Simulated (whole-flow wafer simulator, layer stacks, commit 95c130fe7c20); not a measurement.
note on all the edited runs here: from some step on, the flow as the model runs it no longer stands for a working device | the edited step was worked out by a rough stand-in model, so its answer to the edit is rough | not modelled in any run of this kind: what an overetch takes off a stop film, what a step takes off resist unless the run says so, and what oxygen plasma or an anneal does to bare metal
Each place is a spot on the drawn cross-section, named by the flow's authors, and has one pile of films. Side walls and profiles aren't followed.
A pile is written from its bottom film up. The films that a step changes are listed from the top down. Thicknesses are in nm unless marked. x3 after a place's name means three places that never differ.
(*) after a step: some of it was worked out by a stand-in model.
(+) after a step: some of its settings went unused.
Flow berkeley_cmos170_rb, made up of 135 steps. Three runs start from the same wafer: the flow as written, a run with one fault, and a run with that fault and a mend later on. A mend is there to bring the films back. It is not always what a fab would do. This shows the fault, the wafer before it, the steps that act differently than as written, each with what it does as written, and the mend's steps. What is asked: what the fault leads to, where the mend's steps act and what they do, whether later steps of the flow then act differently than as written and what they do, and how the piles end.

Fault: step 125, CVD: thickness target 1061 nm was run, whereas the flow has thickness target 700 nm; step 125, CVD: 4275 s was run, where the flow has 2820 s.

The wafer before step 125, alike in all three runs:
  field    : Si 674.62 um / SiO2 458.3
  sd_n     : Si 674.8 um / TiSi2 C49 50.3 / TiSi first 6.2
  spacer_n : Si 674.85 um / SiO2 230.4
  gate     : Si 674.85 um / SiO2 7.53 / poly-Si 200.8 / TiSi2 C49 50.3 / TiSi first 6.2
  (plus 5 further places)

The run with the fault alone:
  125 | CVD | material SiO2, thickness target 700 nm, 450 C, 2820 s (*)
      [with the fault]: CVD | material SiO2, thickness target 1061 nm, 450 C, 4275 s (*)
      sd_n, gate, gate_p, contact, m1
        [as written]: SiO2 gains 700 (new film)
        [with the fault]: SiO2 gains 1061 (new film)
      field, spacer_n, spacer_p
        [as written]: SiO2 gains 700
        [with the fault]: SiO2 gains 1061
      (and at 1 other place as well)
  Steps further on in the flow that do not act as written (3 more steps, not shown, differ only slightly: by at most 2% or 0.5 nm, whichever is larger):
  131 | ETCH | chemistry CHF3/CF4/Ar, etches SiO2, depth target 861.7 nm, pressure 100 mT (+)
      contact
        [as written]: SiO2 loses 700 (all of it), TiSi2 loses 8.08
        [with the fault]: SiO2 loses 861.7
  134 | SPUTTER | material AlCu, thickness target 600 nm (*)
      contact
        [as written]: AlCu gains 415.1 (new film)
        [with the fault]: AlCu gains 379.4 (new film)
  The piles end different from the flow's at field, sd_n, spacer_n and 6 more by more than 2% or 0.5 nm, whichever is larger.
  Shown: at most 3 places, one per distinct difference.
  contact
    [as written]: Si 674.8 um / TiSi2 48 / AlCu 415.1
    [with the fault]: Si 674.8 um / TiSi2 56 / SiO2 199.3 / AlCu 379.4
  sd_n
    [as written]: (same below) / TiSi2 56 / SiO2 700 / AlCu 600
    [with the fault]: (same below) / TiSi2 56 / SiO2 1061 / AlCu 600
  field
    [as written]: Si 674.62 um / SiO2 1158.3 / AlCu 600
    [with the fault]: Si 674.62 um / SiO2 1519.3 / AlCu 600

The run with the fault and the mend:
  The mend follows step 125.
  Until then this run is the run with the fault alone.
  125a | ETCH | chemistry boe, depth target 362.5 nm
      field, sd_n, spacer_n and 6 more
        SiO2 loses 362.5
  Every later step of the flow that is run acts as written, at every place that is followed, to within 2% or 0.5 nm, whichever is larger.
  When the end is reached, the piles differ only a little from the flow's at the places that both follow, at most by 2% or 0.5 nm, whichever is larger.
